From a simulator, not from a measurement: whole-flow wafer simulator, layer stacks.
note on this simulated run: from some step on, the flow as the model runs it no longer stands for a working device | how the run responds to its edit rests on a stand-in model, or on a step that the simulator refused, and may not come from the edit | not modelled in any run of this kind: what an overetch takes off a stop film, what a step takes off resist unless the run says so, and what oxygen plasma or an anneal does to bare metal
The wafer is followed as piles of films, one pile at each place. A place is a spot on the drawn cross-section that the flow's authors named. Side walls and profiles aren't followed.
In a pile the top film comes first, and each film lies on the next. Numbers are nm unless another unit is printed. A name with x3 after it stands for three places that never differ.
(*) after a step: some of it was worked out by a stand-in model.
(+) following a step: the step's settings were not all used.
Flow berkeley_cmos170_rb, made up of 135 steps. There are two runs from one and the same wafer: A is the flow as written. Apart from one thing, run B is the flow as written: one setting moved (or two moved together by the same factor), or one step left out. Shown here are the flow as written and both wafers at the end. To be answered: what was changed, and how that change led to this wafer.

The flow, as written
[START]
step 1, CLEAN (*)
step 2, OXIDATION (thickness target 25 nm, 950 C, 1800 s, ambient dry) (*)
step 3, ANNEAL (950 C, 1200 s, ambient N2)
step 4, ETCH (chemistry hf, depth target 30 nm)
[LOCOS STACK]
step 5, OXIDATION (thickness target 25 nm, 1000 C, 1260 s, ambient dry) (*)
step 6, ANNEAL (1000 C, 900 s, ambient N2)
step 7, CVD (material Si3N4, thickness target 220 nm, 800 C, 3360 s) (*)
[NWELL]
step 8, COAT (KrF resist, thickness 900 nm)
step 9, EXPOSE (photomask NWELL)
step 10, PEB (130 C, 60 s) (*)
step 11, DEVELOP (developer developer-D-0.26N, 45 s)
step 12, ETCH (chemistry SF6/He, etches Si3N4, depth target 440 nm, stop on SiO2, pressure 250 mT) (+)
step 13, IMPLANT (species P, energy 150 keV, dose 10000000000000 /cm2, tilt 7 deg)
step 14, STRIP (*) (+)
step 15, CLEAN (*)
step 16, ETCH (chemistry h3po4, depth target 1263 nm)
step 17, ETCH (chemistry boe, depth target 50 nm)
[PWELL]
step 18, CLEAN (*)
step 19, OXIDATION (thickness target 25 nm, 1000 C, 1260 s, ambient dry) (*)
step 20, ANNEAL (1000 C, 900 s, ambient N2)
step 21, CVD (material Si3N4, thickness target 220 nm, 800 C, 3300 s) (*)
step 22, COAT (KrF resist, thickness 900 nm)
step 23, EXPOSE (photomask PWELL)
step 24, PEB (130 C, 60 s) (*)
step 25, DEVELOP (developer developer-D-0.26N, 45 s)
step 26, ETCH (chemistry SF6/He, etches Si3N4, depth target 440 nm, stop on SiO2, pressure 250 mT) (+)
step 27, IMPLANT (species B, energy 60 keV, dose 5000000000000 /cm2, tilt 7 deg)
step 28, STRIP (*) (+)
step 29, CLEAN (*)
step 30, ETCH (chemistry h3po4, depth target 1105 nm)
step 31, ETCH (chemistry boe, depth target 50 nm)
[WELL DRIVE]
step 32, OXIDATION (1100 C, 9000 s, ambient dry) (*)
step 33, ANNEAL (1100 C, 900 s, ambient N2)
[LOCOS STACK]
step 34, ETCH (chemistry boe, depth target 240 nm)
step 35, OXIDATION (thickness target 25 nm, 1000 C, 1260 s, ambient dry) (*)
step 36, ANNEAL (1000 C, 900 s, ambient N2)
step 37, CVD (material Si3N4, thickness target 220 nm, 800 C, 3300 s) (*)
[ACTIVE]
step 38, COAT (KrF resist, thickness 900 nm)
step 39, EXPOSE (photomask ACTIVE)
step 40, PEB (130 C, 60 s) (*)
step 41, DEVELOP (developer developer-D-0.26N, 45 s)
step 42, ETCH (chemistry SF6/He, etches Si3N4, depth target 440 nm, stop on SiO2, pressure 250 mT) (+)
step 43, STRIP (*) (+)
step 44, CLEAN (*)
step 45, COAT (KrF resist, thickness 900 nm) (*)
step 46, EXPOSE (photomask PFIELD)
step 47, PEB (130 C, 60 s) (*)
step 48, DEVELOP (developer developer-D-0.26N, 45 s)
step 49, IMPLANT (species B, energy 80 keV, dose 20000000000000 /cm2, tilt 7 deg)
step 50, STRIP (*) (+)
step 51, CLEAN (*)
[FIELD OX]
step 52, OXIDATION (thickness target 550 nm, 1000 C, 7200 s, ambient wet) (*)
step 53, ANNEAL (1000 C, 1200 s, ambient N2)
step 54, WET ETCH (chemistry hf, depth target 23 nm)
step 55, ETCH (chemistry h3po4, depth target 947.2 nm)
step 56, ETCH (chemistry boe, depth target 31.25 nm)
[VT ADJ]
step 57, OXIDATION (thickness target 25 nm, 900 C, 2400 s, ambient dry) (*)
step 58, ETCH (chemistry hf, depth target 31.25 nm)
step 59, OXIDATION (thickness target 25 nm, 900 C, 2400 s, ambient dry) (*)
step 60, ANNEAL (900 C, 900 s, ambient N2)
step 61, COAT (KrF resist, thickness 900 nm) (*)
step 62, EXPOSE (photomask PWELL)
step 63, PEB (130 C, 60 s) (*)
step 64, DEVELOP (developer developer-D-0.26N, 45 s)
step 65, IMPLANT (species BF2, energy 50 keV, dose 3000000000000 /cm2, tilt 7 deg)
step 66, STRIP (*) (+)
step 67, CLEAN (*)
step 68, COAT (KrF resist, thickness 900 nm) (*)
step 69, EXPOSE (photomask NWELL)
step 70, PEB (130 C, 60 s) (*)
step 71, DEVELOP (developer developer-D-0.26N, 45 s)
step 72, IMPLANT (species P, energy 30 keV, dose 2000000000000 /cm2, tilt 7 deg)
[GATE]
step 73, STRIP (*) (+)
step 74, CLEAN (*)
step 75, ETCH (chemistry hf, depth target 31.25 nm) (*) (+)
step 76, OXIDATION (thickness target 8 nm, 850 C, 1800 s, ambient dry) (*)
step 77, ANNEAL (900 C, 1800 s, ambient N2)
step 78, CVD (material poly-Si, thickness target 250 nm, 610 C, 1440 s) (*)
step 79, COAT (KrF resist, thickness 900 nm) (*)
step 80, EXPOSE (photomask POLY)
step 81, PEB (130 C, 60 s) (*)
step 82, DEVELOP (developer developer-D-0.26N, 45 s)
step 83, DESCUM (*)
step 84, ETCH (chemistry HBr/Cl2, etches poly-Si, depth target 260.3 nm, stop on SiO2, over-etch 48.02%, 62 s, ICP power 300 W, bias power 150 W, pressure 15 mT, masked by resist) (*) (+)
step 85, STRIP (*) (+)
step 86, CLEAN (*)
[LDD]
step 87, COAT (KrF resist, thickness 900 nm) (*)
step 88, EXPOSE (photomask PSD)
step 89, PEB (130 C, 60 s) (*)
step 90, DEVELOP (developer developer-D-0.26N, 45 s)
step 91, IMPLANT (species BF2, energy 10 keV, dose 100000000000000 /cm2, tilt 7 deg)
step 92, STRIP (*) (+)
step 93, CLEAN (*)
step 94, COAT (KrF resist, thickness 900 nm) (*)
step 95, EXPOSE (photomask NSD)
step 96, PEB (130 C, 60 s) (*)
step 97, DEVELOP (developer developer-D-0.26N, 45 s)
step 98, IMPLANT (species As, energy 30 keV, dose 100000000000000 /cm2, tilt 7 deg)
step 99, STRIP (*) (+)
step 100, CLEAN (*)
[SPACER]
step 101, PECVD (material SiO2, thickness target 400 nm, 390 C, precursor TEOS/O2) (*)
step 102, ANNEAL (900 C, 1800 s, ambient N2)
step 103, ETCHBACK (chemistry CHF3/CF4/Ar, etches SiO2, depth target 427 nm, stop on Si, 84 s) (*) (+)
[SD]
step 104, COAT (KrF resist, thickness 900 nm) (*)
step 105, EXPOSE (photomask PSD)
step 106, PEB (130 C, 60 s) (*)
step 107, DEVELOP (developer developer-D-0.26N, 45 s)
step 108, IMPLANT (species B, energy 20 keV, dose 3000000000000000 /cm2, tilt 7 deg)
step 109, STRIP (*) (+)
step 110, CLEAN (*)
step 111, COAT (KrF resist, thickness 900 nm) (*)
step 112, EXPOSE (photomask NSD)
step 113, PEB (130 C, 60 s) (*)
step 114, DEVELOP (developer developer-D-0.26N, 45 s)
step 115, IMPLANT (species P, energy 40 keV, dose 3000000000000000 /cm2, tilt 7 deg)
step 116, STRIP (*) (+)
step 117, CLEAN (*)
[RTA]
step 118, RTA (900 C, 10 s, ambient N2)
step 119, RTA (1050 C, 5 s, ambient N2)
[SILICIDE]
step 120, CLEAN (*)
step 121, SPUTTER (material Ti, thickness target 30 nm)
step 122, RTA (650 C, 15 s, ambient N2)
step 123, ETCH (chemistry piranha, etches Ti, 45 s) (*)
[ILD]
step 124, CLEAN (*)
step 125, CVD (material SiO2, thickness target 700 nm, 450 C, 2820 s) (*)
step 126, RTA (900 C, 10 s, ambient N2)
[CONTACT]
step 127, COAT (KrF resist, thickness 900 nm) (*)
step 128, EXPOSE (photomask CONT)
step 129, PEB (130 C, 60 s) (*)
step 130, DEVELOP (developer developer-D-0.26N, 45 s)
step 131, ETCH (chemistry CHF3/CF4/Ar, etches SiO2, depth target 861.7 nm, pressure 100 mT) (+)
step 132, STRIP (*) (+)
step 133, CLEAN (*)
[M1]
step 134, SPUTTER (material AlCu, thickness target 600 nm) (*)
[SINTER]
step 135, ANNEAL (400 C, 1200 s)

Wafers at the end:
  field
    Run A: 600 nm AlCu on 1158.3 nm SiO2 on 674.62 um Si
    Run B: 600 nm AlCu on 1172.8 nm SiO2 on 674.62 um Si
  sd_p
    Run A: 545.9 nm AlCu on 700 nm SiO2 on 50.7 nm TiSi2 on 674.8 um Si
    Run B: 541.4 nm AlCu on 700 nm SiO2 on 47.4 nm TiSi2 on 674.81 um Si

What caused this: step 58, ETCH: depth target 16.69 nm was run, whereas the flow has depth target 31.25 nm.

How this came from the change, step by step:
  step 58, ETCH (chemistry hf, depth target 31.25 nm)
      field: A SiO2 loses 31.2 | B SiO2 loses 16.7
  step 121, SPUTTER (material Ti, thickness target 30 nm)
      sd_p: A Ti gains 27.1 (new film) | B Ti gains 25.4 (new film)
  step 122, RTA (650 C, 15 s, ambient N2)
      sd_p: A Ti loses 21.1, TiSi first gains 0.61 (new film), TiSi2 C49 gains 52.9 (new film), Si loses 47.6 | B Ti loses 19.8, TiSi2 C49 gains 50.4 (new film), Si loses 45
  step 126, RTA (900 C, 10 s, ambient N2)
      sd_p: A under 1 film: TiSi2 gains 50.7 (new film), TiSi first loses 0.61 (all of it), TiSi2 C49 loses 52.9 (all of it), Si loses 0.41 | B under 1 film: TiSi2 gains 47.4 (new film), TiSi2 C49 loses 50.4 (all of it)
